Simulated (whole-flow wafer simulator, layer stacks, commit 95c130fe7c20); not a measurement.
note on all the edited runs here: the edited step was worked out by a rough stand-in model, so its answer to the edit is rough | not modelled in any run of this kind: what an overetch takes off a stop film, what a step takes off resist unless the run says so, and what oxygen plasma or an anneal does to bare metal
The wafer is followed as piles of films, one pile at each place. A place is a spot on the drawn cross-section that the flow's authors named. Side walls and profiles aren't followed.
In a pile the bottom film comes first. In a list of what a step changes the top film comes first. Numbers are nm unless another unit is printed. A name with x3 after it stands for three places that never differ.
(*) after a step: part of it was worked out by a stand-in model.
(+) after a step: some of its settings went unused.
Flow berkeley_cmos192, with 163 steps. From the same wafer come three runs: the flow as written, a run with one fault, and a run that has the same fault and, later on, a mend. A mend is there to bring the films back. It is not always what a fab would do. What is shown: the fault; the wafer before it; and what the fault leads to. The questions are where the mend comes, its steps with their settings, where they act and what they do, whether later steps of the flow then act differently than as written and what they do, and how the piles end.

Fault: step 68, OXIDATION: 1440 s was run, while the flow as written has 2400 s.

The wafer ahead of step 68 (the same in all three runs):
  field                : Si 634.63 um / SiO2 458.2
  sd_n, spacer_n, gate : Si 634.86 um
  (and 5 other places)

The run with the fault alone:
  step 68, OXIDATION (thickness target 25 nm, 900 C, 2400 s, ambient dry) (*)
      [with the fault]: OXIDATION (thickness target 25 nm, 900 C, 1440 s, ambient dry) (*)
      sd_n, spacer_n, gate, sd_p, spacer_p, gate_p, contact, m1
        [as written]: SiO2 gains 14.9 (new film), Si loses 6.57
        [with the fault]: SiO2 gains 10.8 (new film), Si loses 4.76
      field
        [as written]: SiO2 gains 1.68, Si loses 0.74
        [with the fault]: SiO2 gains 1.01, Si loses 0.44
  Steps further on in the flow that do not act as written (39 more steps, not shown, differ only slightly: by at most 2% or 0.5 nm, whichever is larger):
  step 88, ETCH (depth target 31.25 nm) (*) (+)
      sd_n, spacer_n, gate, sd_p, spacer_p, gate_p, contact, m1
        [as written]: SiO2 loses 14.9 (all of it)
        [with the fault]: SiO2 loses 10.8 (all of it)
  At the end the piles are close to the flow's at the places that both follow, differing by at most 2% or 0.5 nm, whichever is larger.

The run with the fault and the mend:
  After step 68 comes the mend.
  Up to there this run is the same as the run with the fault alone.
  step 68a, OXIDATION (thickness target 25 nm, 900 C, 960 s, ambient dry) (*) (the flow's step 68 again, with other settings)
      sd_n, spacer_n, gate, sd_p, spacer_p, gate_p, contact, m1
        SiO2 gains 4.11, Si loses 1.81
      field
        SiO2 gains 0.67, Si loses 0.29
  Every later step of the flow that is run acts as written at every place that is followed.
  By the end, the piles equal the flow's at every place that both follow.
